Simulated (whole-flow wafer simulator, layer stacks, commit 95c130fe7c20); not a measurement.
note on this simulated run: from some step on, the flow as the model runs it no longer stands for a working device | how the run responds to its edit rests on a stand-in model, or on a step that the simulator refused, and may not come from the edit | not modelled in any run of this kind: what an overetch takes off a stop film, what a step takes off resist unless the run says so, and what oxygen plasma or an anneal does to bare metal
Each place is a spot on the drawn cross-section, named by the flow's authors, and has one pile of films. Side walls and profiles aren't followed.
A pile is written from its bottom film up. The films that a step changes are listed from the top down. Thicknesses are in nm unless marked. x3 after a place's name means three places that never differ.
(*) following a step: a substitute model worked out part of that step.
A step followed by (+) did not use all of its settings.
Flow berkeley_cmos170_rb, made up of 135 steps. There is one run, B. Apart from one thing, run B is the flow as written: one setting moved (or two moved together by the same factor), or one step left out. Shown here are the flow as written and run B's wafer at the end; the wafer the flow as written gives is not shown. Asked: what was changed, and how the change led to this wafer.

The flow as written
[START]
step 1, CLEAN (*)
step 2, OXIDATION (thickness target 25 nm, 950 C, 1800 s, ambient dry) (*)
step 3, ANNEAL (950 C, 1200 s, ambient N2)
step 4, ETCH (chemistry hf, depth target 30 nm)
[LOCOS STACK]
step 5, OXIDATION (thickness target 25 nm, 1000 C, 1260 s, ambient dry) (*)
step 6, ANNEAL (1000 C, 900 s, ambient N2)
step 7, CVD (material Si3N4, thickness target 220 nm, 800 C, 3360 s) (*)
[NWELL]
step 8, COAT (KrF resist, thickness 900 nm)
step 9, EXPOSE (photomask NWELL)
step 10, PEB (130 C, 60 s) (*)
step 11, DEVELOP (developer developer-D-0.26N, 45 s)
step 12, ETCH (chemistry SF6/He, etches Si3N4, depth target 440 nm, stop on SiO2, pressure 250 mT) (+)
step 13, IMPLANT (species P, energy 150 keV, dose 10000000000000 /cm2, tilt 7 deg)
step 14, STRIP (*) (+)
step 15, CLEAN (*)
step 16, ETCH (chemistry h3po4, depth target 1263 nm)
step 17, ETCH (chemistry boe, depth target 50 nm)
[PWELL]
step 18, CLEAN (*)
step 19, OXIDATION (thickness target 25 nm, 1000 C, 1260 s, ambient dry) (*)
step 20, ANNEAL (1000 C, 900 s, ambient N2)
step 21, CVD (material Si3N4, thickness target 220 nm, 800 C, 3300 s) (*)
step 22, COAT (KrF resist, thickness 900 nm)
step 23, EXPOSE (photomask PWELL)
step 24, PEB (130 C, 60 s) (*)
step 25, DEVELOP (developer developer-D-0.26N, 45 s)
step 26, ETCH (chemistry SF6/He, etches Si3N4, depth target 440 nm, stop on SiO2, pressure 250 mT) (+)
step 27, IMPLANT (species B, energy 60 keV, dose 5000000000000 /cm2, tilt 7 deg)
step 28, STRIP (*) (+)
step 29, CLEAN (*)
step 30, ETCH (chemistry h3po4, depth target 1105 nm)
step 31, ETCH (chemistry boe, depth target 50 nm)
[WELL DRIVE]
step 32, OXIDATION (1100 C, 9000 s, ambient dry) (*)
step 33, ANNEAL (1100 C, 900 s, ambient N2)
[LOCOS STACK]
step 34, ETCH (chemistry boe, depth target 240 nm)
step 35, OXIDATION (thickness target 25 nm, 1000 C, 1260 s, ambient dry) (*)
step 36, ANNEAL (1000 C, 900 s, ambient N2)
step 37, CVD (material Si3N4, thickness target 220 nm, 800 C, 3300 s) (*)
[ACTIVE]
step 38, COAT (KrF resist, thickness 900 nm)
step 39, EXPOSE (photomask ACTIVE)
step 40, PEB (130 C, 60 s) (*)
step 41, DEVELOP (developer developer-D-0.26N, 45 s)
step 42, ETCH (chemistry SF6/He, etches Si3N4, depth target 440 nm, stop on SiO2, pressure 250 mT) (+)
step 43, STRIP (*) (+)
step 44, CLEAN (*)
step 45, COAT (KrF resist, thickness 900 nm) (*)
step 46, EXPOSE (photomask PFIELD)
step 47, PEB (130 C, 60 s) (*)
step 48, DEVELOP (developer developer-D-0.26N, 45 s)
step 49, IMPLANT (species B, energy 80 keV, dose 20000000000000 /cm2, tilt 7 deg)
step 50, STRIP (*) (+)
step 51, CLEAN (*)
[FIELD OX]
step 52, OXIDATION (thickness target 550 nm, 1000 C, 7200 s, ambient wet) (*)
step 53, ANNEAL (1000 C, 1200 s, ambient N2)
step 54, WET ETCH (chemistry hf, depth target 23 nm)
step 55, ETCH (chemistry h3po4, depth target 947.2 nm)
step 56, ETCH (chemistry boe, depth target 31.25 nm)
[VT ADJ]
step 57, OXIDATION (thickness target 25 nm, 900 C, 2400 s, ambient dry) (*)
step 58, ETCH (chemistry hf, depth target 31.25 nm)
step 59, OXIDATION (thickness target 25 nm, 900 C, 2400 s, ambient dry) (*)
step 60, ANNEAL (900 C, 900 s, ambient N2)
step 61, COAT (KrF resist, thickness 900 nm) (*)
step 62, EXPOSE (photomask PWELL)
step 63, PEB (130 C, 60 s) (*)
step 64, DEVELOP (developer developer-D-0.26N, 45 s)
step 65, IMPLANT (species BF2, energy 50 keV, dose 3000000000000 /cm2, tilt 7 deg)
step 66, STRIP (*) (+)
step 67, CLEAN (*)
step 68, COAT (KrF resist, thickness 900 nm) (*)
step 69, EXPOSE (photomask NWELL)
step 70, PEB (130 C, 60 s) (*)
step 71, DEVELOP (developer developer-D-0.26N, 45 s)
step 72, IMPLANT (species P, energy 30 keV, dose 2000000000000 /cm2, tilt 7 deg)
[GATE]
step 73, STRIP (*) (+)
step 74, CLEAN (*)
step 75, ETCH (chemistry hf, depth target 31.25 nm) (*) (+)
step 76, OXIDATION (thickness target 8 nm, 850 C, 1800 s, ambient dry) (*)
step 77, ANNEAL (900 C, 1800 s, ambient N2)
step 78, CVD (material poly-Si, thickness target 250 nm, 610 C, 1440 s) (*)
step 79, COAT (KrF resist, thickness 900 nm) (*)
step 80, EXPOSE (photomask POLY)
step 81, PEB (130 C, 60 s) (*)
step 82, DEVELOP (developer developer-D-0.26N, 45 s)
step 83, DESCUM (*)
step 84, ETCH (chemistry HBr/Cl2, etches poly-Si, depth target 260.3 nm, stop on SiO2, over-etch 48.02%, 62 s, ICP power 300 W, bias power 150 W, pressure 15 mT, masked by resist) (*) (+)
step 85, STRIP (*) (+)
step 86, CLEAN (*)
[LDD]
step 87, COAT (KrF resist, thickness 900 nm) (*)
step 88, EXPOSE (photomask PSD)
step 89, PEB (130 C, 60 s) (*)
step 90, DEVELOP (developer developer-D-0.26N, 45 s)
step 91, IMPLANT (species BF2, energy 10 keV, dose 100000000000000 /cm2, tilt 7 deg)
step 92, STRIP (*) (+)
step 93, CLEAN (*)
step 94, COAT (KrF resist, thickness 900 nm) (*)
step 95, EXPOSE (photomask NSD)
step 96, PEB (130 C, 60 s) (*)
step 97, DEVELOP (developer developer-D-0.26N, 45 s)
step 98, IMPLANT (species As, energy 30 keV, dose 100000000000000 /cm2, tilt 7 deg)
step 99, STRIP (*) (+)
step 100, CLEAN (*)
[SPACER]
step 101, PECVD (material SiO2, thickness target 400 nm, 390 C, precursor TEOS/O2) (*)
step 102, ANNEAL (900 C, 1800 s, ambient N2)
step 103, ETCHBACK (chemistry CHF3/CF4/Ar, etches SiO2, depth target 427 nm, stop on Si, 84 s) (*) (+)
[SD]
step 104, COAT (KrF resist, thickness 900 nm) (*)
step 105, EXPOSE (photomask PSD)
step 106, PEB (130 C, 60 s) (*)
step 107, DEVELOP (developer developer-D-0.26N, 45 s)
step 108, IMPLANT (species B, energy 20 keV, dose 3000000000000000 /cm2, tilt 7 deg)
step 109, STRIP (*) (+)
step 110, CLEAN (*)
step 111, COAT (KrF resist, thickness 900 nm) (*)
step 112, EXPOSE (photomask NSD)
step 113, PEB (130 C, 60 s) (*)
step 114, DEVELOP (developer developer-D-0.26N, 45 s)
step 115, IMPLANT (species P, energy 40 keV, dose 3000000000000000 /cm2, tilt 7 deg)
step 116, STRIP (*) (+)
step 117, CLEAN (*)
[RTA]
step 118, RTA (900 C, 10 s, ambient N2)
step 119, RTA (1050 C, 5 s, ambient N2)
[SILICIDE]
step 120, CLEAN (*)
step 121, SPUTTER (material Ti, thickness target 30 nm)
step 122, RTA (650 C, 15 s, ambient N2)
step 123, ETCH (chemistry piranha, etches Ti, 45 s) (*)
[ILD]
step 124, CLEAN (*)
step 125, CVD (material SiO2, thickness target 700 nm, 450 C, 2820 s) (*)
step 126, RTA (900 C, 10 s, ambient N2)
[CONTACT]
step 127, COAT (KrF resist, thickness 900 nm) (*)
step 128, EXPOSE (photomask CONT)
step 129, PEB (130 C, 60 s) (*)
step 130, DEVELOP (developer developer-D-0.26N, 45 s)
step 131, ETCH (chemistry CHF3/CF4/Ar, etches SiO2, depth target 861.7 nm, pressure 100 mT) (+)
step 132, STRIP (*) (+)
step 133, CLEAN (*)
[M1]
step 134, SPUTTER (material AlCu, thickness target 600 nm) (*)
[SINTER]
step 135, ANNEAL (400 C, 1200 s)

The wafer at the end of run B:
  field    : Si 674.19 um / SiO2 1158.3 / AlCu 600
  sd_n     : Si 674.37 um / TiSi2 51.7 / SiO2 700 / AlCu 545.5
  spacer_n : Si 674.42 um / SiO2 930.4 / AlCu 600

Cause: step 19, OXIDATION: thickness target 25 nm, 1000 C, 1260 s, ambient dry (*), was not run.

Step by step, how the change led to this:
  step 26, ETCH (chemistry SF6/He, etches Si3N4, depth target 440 nm, stop on SiO2, pressure 250 mT) (+)
      field, sd_n, spacer_n, gate, contact: Si3N4 loses 220 (all of it), Si loses 440 (as written it would have been: Si3N4 loses 220 (all of it))
      sd_p, spacer_p, gate_p, m1: KrF resist loses 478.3 (as written it would have been: KrF resist loses 358.7)
  step 28, STRIP (*) (+)
      sd_p, spacer_p, gate_p, m1: KrF resist loses 407.5 (all of it) (as written it would have been: KrF resist loses 527.1 (all of it))
  step 31, ETCH (chemistry boe, depth target 50 nm)
      field, sd_n, spacer_n and 6 more: nothing (as written it would have been: SiO2 loses 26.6 (all of it))
  step 38, COAT (KrF resist, thickness 900 nm)
      field: KrF resist gains 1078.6 (new film) (as written it would have been: KrF resist gains 900 (new film))
      sd_n: KrF resist gains 1034.1 (new film) (as written it would have been: KrF resist gains 900 (new film))
      (also at 7 further places)
  step 41, DEVELOP (developer developer-D-0.26N, 45 s)
      field: KrF resist loses 1078.6 (all of it) (as written it would have been: KrF resist loses 900 (all of it))
  step 43, STRIP (*) (+)
      sd_n: KrF resist loses 661.2 (all of it) (as written it would have been: KrF resist loses 527.1 (all of it))
      spacer_n: KrF resist loses 593.3 (all of it) (as written it would have been: KrF resist loses 527.1 (all of it))
      (also at 6 further places)
  step 45, COAT (KrF resist, thickness 900 nm) (*)
      field: KrF resist gains 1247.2 (new film) (as written it would have been: KrF resist gains 1066.8 (new film))
      sd_n: KrF resist gains 983.5 (new film) (as written it would have been: KrF resist gains 854.5 (new film))
      (also at 7 further places)
  step 48, DEVELOP (developer developer-D-0.26N, 45 s)
      field: KrF resist loses 1247.2 (all of it) (as written it would have been: KrF resist loses 1066.8 (all of it))
  step 50, STRIP (*) (+)
      sd_n: KrF resist loses 969.3 (all of it) (as written it would have been: KrF resist loses 840.3 (all of it))
      spacer_n: KrF resist loses 914.7 (all of it) (as written it would have been: KrF resist loses 861 (all of it))
      (also at 6 further places)
  step 52, OXIDATION (thickness target 550 nm, 1000 C, 7200 s, ambient wet) (*)
      sd_p: SiO2 gains 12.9 (new film), Si3N4 loses 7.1 (as written it would have been: SiO2 gains 12.9 (new film), Si3N4 loses 7.1, SiO2 gains 0.08, Si loses 0.08)
      m1: SiO2 gains 12.9 (new film), Si3N4 loses 7.1 (as written it would have been: SiO2 gains 12.9 (new film), Si3N4 loses 7.1, SiO2 gains 4.96, Si loses 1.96)
  step 56, ETCH (chemistry boe, depth target 31.25 nm)
      m1: SiO2 loses 26.6 (all of it) (as written it would have been: SiO2 loses 31.5 (all of it))
  step 61, COAT (KrF resist, thickness 900 nm) (*)
      field: KrF resist gains 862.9 (new film) (as written it would have been: KrF resist gains 705.7 (new film))
      sd_n: KrF resist gains 1072.2 (new film) (as written it would have been: KrF resist gains 957.5 (new film))
      (also at 7 further places)
  step 64, DEVELOP (developer developer-D-0.26N, 45 s)
      field: KrF resist loses 862.9 (all of it) (as written it would have been: KrF resist loses 705.7 (all of it))
      sd_n: KrF resist loses 1072.2 (all of it) (as written it would have been: KrF resist loses 957.5 (all of it))
      (also at 3 further places)
  step 66, STRIP (*) (+)
      sd_p: KrF resist loses 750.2 (all of it) (as written it would have been: KrF resist loses 927.7 (all of it))
      spacer_p: KrF resist loses 776.6 (all of it) (as written it would have been: KrF resist loses 911 (all of it))
      (also at 2 further places)
  step 68, COAT (KrF resist, thickness 900 nm) (*)
      field: KrF resist gains 862.9 (new film) (as written it would have been: KrF resist gains 705.7 (new film))
      sd_n: KrF resist gains 1072.2 (new film) (as written it would have been: KrF resist gains 957.5 (new film))
      (also at 7 further places)
  step 71, DEVELOP (developer developer-D-0.26N, 45 s)
      sd_p: KrF resist loses 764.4 (all of it) (as written it would have been: KrF resist loses 941.9 (all of it))
      spacer_p: KrF resist loses 790.8 (all of it) (as written it would have been: KrF resist loses 925.2 (all of it))
      (also at 1 further place)
  ... 25 other steps ...
  step 134, SPUTTER (material AlCu, thickness target 600 nm) (*)
      sd_n: AlCu gains 545.5 (new film) (as written it would have been: AlCu gains 600 (new film))
      sd_p: AlCu gains 600 (new film) (as written it would have been: AlCu gains 545.9 (new film))
      (also at 1 further place)
